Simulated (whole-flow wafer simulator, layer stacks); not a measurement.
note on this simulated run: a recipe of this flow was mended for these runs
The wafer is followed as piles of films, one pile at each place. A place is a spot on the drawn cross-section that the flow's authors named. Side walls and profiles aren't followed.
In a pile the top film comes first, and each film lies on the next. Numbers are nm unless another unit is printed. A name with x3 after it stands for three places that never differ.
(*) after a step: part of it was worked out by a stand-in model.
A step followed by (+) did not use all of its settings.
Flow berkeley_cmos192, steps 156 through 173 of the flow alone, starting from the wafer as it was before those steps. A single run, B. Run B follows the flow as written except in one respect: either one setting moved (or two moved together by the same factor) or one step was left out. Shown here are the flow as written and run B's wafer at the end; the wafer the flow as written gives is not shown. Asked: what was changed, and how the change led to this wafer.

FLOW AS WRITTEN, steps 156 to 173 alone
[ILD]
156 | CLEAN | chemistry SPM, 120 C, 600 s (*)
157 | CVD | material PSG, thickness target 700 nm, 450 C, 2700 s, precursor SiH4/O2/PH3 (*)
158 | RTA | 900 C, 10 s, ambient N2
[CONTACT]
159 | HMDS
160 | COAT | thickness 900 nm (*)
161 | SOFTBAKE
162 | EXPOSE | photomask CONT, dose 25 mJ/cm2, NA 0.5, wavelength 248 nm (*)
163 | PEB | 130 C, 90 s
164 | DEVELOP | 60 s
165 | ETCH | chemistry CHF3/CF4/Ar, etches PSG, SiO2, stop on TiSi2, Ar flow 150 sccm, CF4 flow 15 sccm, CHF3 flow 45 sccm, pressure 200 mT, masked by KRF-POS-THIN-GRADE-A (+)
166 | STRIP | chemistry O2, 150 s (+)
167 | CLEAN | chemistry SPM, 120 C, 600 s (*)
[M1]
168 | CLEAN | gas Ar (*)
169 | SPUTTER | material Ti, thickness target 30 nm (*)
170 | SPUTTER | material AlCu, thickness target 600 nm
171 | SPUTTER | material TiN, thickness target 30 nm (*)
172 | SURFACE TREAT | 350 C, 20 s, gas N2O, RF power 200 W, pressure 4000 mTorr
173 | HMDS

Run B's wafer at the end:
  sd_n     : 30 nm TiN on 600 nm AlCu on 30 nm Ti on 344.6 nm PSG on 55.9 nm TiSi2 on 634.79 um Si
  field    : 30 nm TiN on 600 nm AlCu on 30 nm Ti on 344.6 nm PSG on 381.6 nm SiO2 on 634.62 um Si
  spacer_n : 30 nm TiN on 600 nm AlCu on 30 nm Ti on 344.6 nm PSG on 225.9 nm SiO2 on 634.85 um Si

What caused this: step 157, CVD: thickness target 350 nm was run, though the flow has thickness target 700 nm; step 157, CVD: 1350 s was run, where the flow has 2700 s.

How this came from the change, step by step:
  157 | CVD | material PSG, thickness target 700 nm, 450 C, 2700 s, precursor SiH4/O2/PH3 (*)
      field, sd_n, spacer_n, gate, spacer_p, gate_p, contact, m1: PSG gains 350 (new film) (as written it would have been: PSG gains 700 (new film))
      sd_p: PSG gains 336.5 (new film) (as written it would have been: PSG gains 668 (new film))
  160 | COAT | thickness 900 nm (*)
      sd_p: KrF-resist gains 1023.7 (new film) (as written it would have been: KrF-resist gains 1044.9 (new film))
  165 | ETCH | chemistry CHF3/CF4/Ar, etches PSG, SiO2, stop on TiSi2, Ar flow 150 sccm, CF4 flow 15 sccm, CHF3 flow 45 sccm, pressure 200 mT, masked by KRF-POS-THIN-GRADE-A (+)
      field, sd_n, spacer_n, gate, sd_p, spacer_p, gate_p, m1: KrF-resist loses 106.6 (as written it would have been: KrF-resist loses 194.1)
      contact: PSG loses 350 (all of it), TiSi2 loses 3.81 (as written it would have been: PSG loses 700 (all of it), TiSi2 loses 3.81)
  166 | STRIP | chemistry O2, 150 s (+)
      field: KrF-resist loses 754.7 (all of it) (as written it would have been: KrF-resist loses 672.6 (all of it))
      sd_n: KrF-resist loses 869.5 (all of it) (as written it would have been: KrF-resist loses 784.4 (all of it))
      (also at 6 further places)
  169 | SPUTTER | material Ti, thickness target 30 nm (*)
      contact: Ti gains 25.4 (new film) (as written it would have been: Ti gains 21.1 (new film))
  170 | SPUTTER | material AlCu, thickness target 600 nm
      contact: AlCu gains 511 (new film) (as written it would have been: AlCu gains 411.7 (new film))
  171 | SPUTTER | material TiN, thickness target 30 nm (*)
      contact: TiN gains 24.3 (new film) (as written it would have been: TiN gains 16 (new film))
